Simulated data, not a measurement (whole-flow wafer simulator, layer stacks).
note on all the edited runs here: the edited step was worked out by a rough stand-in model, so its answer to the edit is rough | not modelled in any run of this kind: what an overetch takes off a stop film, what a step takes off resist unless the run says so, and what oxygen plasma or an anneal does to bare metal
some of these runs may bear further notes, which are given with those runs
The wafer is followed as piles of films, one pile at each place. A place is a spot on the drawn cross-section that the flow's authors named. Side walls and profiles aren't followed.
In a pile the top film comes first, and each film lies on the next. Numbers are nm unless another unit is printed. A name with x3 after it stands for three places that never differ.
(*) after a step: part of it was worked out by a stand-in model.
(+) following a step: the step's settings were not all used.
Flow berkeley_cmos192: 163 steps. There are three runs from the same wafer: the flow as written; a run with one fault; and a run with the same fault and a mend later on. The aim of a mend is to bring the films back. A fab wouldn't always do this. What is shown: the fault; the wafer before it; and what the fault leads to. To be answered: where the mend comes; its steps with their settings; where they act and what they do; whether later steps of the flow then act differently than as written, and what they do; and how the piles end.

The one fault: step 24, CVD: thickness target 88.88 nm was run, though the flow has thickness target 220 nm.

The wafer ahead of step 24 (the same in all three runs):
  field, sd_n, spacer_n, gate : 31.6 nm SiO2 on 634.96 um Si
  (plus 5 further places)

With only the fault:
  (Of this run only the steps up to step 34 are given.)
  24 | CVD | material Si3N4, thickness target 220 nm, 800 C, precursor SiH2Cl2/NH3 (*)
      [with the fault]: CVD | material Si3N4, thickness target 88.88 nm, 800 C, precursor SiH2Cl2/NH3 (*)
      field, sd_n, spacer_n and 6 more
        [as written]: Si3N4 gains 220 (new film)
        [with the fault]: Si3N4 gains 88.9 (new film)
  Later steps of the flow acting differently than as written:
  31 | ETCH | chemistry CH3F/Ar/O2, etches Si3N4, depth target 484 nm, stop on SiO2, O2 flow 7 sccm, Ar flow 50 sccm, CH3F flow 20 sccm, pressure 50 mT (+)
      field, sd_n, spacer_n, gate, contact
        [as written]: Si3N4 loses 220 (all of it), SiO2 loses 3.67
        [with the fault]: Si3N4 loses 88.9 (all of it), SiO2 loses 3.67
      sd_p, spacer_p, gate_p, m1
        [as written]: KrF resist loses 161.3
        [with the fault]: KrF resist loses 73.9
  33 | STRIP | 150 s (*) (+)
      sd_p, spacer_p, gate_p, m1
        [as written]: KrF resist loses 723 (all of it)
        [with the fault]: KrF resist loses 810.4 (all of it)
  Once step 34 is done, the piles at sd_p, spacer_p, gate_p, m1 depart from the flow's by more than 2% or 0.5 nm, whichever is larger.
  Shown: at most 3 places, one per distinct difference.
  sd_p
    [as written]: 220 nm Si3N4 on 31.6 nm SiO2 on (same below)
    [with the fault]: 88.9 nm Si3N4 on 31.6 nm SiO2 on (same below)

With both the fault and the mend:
  The mend stands after step 24.
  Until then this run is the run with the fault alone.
  24a | ETCH | chemistry h3po4, depth target 102.2 nm
      field, sd_n, spacer_n and 6 more
        Si3N4 loses 88.9 (all of it)
  24b | CLEAN | chemistry SPM (the flow's step 17, run once more)
      leaves every film unchanged at each place that is followed
  24c | CVD | material Si3N4, thickness target 220 nm, 800 C, precursor SiH2Cl2/NH3 (*) (the flow's step 24, run once more)
      field, sd_n, spacer_n and 6 more
        Si3N4 gains 220 (new film)
  None of the later steps of the flow acts differently than as written at any place that is followed.
  The piles end the same as the flow's at every place that both follow.
